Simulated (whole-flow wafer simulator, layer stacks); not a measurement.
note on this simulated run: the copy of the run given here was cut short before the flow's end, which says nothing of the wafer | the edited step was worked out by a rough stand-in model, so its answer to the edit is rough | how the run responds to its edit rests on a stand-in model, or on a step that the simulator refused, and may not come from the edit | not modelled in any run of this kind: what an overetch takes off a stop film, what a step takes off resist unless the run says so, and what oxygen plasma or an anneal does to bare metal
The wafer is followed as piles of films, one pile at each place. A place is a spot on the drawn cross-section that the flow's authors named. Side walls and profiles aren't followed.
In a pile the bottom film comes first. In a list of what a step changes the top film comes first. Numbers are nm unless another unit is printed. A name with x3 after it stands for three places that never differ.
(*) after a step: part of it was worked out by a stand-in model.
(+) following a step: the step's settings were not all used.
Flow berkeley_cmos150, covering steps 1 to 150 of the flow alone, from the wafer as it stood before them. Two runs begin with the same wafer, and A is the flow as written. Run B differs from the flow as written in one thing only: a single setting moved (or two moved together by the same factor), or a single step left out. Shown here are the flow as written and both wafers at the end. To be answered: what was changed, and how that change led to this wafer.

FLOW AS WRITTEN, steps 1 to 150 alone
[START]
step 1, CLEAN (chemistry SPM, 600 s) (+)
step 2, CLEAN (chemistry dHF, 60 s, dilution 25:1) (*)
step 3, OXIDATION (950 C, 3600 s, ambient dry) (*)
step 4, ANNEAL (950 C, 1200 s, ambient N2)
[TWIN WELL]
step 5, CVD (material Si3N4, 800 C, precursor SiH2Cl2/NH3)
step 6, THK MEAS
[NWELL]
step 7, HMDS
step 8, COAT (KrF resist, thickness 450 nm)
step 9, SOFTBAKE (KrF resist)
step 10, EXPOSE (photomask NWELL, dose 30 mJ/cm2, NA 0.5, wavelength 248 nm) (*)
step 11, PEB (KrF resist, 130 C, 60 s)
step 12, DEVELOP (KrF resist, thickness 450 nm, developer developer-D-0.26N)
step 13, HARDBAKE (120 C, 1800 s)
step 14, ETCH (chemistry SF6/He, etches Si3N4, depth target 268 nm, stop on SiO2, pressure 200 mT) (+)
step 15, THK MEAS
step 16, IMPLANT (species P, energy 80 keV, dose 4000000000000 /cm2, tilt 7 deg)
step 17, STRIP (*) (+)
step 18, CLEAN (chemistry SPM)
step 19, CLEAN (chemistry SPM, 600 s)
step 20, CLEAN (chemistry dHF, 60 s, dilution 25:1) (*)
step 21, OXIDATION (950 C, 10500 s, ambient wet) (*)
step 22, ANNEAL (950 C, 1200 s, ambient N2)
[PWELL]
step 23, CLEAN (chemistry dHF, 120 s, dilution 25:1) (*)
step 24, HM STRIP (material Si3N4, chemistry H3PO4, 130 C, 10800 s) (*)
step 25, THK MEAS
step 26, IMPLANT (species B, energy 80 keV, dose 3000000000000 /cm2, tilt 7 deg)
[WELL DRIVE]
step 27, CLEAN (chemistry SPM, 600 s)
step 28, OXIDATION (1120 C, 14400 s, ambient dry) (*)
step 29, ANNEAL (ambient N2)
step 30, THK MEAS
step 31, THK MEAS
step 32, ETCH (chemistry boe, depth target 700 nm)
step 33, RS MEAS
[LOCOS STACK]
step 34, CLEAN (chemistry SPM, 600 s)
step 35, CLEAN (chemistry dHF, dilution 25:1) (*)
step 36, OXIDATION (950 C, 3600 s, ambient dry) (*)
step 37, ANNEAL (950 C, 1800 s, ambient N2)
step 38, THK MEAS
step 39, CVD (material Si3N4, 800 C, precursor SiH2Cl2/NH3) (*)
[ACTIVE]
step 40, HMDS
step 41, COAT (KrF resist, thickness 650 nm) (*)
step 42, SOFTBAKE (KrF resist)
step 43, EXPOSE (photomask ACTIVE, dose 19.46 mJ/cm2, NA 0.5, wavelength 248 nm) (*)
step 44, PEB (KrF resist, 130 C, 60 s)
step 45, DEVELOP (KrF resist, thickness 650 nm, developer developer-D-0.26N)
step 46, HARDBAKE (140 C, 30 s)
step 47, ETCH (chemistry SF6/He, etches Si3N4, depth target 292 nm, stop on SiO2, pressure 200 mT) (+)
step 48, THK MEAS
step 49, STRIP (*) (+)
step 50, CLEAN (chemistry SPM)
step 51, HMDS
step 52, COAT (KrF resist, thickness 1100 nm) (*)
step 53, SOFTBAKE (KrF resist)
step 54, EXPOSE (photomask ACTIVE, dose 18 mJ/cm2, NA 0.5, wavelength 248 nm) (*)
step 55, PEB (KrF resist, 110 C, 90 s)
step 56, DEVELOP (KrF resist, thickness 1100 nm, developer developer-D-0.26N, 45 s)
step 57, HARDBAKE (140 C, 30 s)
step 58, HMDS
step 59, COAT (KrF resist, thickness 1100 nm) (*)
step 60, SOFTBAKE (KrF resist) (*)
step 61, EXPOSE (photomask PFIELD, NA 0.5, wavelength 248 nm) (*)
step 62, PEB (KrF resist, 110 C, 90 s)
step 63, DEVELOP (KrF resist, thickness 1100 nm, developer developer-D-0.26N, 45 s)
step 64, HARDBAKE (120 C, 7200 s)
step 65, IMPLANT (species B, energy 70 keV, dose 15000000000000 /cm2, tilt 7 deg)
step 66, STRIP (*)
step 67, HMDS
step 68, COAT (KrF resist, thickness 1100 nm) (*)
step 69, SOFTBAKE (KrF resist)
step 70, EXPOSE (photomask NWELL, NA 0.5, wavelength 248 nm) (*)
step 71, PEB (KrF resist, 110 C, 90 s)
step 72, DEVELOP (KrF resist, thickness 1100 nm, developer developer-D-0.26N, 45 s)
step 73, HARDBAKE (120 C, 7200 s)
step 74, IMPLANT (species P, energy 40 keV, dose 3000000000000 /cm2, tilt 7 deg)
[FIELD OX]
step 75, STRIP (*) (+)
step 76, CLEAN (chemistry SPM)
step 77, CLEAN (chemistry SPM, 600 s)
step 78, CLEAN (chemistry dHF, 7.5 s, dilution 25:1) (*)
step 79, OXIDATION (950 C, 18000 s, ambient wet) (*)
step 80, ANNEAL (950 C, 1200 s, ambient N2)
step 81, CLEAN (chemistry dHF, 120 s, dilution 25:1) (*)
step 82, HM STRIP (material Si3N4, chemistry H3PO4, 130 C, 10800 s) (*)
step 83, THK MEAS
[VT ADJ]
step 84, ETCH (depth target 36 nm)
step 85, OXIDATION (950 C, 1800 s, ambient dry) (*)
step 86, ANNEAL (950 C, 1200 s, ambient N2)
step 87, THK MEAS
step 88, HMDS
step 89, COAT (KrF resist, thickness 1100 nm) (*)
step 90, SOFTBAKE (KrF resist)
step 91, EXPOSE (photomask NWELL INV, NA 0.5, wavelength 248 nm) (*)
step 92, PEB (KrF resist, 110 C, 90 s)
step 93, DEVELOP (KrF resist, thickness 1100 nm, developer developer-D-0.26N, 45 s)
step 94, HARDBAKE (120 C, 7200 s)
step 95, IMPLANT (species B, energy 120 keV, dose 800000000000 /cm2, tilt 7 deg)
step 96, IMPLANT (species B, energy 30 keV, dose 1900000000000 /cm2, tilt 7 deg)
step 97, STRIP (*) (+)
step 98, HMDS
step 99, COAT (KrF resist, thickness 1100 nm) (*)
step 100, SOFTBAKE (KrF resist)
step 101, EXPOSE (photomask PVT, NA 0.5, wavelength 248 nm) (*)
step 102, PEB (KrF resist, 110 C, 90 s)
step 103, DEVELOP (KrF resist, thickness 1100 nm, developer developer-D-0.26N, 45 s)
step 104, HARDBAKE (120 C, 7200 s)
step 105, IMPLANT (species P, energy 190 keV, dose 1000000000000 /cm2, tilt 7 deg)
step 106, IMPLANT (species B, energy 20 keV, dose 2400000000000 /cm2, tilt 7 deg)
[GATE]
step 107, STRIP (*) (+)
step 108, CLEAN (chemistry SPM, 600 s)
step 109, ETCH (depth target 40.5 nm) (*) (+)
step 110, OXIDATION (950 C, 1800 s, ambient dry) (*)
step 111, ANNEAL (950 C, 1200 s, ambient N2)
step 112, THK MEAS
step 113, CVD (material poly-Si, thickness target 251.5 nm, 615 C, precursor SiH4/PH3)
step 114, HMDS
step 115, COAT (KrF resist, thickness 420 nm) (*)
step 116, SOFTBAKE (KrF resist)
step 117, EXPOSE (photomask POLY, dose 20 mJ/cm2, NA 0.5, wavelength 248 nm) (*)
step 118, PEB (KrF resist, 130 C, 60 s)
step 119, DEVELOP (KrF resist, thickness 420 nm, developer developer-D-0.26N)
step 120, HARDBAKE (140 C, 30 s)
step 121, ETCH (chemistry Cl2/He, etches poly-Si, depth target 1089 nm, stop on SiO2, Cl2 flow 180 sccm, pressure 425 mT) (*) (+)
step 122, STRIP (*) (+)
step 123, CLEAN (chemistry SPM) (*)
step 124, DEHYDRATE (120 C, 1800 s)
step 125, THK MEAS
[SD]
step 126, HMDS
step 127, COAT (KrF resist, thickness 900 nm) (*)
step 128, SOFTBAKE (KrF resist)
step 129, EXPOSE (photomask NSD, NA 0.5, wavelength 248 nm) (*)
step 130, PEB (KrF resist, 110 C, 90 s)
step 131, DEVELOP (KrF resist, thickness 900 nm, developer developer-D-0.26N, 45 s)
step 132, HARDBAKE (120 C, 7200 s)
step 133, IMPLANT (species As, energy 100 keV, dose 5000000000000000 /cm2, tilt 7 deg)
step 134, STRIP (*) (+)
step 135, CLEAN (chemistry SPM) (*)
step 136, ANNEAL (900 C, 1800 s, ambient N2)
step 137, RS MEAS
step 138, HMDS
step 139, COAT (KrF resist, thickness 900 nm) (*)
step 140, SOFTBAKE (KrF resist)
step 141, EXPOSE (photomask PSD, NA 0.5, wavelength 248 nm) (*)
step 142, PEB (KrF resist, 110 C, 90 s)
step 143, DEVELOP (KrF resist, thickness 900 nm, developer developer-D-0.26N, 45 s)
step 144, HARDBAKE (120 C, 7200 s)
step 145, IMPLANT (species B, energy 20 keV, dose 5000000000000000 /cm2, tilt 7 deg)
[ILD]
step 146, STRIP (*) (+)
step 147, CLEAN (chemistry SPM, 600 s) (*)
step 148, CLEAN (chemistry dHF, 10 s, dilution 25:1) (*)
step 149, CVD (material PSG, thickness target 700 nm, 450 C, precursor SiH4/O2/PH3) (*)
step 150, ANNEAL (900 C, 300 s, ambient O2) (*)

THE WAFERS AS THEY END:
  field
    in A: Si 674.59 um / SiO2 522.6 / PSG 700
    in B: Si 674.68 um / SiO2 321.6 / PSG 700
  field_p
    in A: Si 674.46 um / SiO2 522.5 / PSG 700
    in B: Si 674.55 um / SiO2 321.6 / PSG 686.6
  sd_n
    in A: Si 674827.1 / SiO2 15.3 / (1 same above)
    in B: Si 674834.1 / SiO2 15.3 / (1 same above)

What caused this: step 79, OXIDATION: 902 C was run, while the flow as written has 950 C.

The path from the change to this, step by step:
  step 79, OXIDATION (950 C, 18000 s, ambient wet) (*)
      gate_n, sd_p, gate_p, contact, m1: A SiO2 gains 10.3 (new film), Si3N4 loses 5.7 | B SiO2 gains 4.79 (new film), Si3N4 loses 2.64
      field: A SiO2 gains 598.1, Si loses 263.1 | B SiO2 gains 395.1, Si loses 173.8
      (also at 2 further places)
  step 81, CLEAN (chemistry dHF, 120 s, dilution 25:1) (*)
      sd_n, gate_n, sd_p, gate_p, contact, m1: A SiO2 loses 10.3 (all of it), Si3N4 loses 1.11 | B SiO2 loses 4.79 (all of it), Si3N4 loses 1.6
  step 82, HM STRIP (material Si3N4, chemistry H3PO4, 130 C, 10800 s) (*)
      sd_n, gate_n, contact, m1: A Si3N4 loses 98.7 (all of it), SiO2 loses 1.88 | B Si3N4 loses 101.3 (all of it), SiO2 loses 1.86
      sd_p, gate_p: A Si3N4 loses 98.6 (all of it), SiO2 loses 1.88 | B Si3N4 loses 101.2 (all of it), SiO2 loses 1.86
  step 85, OXIDATION (950 C, 1800 s, ambient dry) (*)
      field, field_p: A SiO2 gains 2.35, Si loses 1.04 | B SiO2 gains 3.31, Si loses 1.46
      sd_n: A SiO2 gains 12.2, Si loses 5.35 | B SiO2 gains 16.6, Si loses 7.28
  step 89, COAT (KrF resist, thickness 1100 nm) (*)
      field: A KrF resist gains 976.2 (new film) | B KrF resist gains 1011.5 (new film)
      field_p: A KrF resist gains 1087.8 (new film) | B KrF resist gains 1123.7 (new film)
      (also at 6 further places)
  step 93, DEVELOP (KrF resist, thickness 1100 nm, developer developer-D-0.26N, 45 s)
      field: A KrF resist loses 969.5 (all of it) | B KrF resist loses 1004.5 (all of it)
      sd_n: A KrF resist loses 1234.3 (all of it) | B KrF resist loses 1176.2 (all of it)
      (also at 2 further places)
  step 94, HARDBAKE (120 C, 7200 s)
      field_p: A KrF resist loses 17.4 | B KrF resist loses 18
      sd_p: A KrF resist loses 21.4 | B KrF resist loses 20.3
      (also at 2 further places)
  step 97, STRIP (*) (+)
      field_p: A KrF resist loses 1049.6 (all of it) | B KrF resist loses 1084.6 (all of it)
      sd_p: A KrF resist loses 1273.5 (all of it) | B KrF resist loses 1216.5 (all of it)
      (also at 2 further places)
  step 99, COAT (KrF resist, thickness 1100 nm) (*)
      field: A KrF resist gains 976.2 (new film) | B KrF resist gains 1011.5 (new film)
      field_p: A KrF resist gains 1087.8 (new film) | B KrF resist gains 1123.7 (new film)
      (also at 6 further places)
  step 103, DEVELOP (KrF resist, thickness 1100 nm, developer developer-D-0.26N, 45 s)
      sd_p: A KrF resist loses 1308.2 (all of it) | B KrF resist loses 1250.2 (all of it)
      gate_p: A KrF resist loses 1282.6 (all of it) | B KrF resist loses 1234.1 (all of it)
  step 104, HARDBAKE (120 C, 7200 s)
      field: A KrF resist loses 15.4 | B KrF resist loses 16
      field_p: A KrF resist loses 17.4 | B KrF resist loses 18
      (also at 4 further places)
  step 107, STRIP (*) (+)
      field: A KrF resist loses 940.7 (all of it) | B KrF resist loses 975.1 (all of it)
      field_p: A KrF resist loses 1049.6 (all of it) | B KrF resist loses 1084.6 (all of it)
      (also at 4 further places)
  step 109, ETCH (depth target 40.5 nm) (*) (+)
      sd_n: A SiO2 loses 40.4 (all of it) | B SiO2 loses 25 (all of it)
  step 110, OXIDATION (950 C, 1800 s, ambient dry) (*)
      field, field_p: A SiO2 gains 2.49, Si loses 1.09 | B SiO2 gains 3.58, Si loses 1.58
  step 115, COAT (KrF resist, thickness 420 nm) (*)
      field: A KrF resist gains 334 (new film) | B KrF resist gains 354.5 (new film)
      field_p: A KrF resist gains 413.4 (new film) | B KrF resist gains 437.3 (new film)
      (also at 6 further places)
  step 119, DEVELOP (KrF resist, thickness 420 nm, developer developer-D-0.26N)
      field: A KrF resist loses 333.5 (all of it) | B KrF resist loses 354 (all of it)
      field_p: A KrF resist loses 412.9 (all of it) | B KrF resist loses 436.7 (all of it)
      (also at 4 further places)
  ... 12 further steps ...
  step 149, CVD (material PSG, thickness target 700 nm, 450 C, precursor SiH4/O2/PH3) (*)
      sd_p: A PSG gains 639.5 (new film) | B PSG gains 667.7 (new film)
